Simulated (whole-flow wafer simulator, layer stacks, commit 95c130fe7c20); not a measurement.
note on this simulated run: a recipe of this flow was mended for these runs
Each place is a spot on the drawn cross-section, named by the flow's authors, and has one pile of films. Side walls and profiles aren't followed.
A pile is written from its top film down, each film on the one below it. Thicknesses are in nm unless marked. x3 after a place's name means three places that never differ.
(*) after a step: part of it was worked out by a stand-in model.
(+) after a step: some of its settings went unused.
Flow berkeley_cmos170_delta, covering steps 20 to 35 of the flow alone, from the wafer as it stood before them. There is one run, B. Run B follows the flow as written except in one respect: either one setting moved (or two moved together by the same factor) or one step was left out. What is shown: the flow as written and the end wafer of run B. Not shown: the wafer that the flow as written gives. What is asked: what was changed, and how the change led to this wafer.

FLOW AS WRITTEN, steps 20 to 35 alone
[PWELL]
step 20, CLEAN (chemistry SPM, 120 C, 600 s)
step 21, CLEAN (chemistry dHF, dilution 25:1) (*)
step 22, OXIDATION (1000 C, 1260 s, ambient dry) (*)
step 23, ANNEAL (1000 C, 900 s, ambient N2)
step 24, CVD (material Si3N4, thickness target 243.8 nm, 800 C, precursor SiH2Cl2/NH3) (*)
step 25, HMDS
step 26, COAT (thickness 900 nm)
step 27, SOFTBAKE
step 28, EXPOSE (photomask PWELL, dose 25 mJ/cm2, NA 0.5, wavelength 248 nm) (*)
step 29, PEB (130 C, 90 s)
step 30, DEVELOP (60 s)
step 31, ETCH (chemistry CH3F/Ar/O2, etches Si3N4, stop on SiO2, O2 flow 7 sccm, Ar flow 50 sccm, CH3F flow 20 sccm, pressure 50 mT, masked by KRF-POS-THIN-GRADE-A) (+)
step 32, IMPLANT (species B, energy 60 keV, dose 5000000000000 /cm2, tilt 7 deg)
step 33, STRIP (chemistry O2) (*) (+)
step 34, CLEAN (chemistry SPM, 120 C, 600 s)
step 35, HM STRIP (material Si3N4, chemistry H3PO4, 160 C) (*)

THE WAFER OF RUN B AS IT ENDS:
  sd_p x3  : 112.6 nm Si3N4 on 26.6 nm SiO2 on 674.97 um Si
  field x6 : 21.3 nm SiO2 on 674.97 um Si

The reason: step 35, HM STRIP: 128 C was run, whereas the flow has 160 C.

How this came from the change, step by step:
  step 35, HM STRIP (material Si3N4, chemistry H3PO4, 160 C) (*)
      sd_p x3: -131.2 Si3N4 (as written it would have been: -243.8 Si3N4 (all of it), -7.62 SiO2)
      field x6: -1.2 SiO2 (as written it would have been: -15.5 SiO2)
